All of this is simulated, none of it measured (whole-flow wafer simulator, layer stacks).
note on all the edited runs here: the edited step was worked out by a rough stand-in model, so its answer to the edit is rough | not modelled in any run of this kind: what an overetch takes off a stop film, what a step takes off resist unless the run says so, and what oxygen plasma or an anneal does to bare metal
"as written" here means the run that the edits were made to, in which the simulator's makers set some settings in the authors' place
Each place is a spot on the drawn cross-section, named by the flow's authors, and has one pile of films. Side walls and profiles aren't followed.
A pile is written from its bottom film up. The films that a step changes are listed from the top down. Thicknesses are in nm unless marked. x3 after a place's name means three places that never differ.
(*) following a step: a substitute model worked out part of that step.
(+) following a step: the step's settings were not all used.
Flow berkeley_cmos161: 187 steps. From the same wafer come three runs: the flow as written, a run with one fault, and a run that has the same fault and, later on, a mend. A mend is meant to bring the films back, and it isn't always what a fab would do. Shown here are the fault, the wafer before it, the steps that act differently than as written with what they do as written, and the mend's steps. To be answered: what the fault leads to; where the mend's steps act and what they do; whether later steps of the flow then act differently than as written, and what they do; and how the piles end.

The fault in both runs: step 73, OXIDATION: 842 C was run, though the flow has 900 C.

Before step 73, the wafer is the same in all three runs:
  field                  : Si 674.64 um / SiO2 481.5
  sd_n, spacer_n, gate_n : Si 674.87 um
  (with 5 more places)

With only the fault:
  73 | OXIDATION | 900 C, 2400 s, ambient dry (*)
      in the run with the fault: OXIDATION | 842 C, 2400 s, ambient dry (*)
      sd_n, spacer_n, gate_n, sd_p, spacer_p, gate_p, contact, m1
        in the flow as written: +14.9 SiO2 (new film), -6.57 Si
        in the run with the fault: +8.19 SiO2 (new film), -3.6 Si
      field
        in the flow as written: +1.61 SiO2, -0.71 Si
        in the run with the fault: +0.54 SiO2, -0.24 Si
  Steps further on in the flow that do not act as written (44 more steps, not shown, differ only slightly: by at most 2% or 0.5 nm, whichever is larger):
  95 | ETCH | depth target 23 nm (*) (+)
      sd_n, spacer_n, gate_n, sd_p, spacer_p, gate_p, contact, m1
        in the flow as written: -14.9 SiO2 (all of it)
        in the run with the fault: -8.19 SiO2 (all of it)
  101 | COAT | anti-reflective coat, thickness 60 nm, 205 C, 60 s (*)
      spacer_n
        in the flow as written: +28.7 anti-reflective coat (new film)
        in the run with the fault: +29.4 anti-reflective coat (new film)
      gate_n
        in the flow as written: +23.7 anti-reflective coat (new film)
        in the run with the fault: +24.4 anti-reflective coat (new film)
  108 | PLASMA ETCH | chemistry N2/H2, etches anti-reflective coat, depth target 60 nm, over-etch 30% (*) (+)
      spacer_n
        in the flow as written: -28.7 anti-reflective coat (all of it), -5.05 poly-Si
        in the run with the fault: -29.4 anti-reflective coat (all of it), -4.95 poly-Si
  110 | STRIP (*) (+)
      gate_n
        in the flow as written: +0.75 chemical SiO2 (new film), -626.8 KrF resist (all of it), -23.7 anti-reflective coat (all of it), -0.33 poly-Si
        in the run with the fault: +0.75 chemical SiO2 (new film), -624.6 KrF resist (all of it), -24.4 anti-reflective coat (all of it), -0.33 poly-Si
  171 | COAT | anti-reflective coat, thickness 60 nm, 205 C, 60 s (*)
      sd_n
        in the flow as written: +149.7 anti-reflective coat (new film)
        in the run with the fault: +146.7 anti-reflective coat (new film)
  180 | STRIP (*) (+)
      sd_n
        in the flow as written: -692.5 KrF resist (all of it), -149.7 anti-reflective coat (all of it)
        in the run with the fault: -692.9 KrF resist (all of it), -146.7 anti-reflective coat (all of it)
  When the end is reached, the piles differ only a little from the flow's at the places that both follow, at most by 2% or 0.5 nm, whichever is larger.

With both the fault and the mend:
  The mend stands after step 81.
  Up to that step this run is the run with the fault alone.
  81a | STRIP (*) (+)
      sd_p
        -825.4 KrF resist (all of it)
      spacer_p
        -807.4 KrF resist (all of it)
      gate_p
        -806.3 KrF resist (all of it)
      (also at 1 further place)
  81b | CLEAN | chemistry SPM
      leaves every film unchanged at each place that is followed
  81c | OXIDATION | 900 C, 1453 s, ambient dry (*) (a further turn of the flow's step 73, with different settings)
      sd_n, spacer_n, gate_n, sd_p, spacer_p, gate_p, contact, m1
        +6.71 SiO2, -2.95 Si
      field
        +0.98 SiO2, -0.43 Si
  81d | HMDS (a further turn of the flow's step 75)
      leaves every film unchanged at each place that is followed
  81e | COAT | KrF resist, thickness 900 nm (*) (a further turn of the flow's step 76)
      field
        +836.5 KrF resist (new film)
      sd_n
        +1024.4 KrF resist (new film)
      spacer_n
        +984.7 KrF resist (new film)
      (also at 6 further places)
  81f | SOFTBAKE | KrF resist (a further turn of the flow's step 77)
      leaves every film unchanged at each place that is followed
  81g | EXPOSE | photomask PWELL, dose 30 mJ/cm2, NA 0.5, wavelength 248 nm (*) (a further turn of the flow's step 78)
      leaves every film unchanged at each place that is followed
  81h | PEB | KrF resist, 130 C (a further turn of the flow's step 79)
      sd_n, m1
        -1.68 KrF resist
      spacer_n, gate_n
        -1.61 KrF resist
      spacer_p, gate_p
        -1.6 KrF resist
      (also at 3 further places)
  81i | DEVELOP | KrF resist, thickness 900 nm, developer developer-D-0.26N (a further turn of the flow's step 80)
      sd_p, spacer_p, gate_p, m1
        -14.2 KrF resist
      field
        -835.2 KrF resist (all of it)
      sd_n
        -1022.8 KrF resist (all of it)
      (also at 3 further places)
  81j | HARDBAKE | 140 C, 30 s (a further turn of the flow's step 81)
      sd_p
        -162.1 KrF resist
      spacer_p
        -158.7 KrF resist
      gate_p
        -158.5 KrF resist
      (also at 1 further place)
  Later steps of the flow that are run all act as written at every place that is followed, up to a difference of at most 2% or 0.5 nm, whichever is larger.
  When the end is reached, the piles differ only a little from the flow's at the places that both follow, at most by 2% or 0.5 nm, whichever is larger.
